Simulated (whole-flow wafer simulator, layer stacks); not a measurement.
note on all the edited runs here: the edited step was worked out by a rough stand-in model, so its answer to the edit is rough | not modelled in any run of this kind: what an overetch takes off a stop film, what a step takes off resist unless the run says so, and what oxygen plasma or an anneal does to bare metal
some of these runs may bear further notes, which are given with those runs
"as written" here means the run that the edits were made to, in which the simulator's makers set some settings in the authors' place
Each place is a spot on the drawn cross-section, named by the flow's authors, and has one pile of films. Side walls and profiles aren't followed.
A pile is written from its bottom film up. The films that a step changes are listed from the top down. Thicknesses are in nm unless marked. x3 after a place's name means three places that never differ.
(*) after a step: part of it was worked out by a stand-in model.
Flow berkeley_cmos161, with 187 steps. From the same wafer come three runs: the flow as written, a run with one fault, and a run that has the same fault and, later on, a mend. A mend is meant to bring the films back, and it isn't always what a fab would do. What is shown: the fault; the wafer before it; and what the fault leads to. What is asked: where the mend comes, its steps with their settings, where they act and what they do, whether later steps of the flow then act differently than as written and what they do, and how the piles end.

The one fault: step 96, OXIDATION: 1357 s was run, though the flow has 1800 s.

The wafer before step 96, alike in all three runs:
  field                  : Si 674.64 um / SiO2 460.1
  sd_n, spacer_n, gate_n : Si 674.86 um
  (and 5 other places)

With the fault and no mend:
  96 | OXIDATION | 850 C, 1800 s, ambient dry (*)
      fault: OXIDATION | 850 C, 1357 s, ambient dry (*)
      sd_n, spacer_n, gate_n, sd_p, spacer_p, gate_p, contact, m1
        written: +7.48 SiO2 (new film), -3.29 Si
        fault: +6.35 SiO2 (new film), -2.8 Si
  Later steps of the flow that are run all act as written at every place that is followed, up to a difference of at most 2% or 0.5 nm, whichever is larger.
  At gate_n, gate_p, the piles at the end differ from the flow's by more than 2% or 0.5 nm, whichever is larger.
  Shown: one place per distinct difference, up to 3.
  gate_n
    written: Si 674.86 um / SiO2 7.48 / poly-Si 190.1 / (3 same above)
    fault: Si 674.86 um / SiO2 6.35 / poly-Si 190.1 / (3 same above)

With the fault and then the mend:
  After step 96 comes the mend.
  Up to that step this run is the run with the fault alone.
  96a | OXIDATION | 850 C, 443 s, ambient dry (*) (a further turn of the flow's step 96, with different settings)
      sd_n, spacer_n, gate_n, sd_p, spacer_p, gate_p, contact, m1
        +1.13 SiO2, -0.5 Si
      field
        +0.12 SiO2, -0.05 Si
  Later steps of the flow that are run all act as written at every place that is followed.
  At every place that both follow, the piles at the end match the flow's.
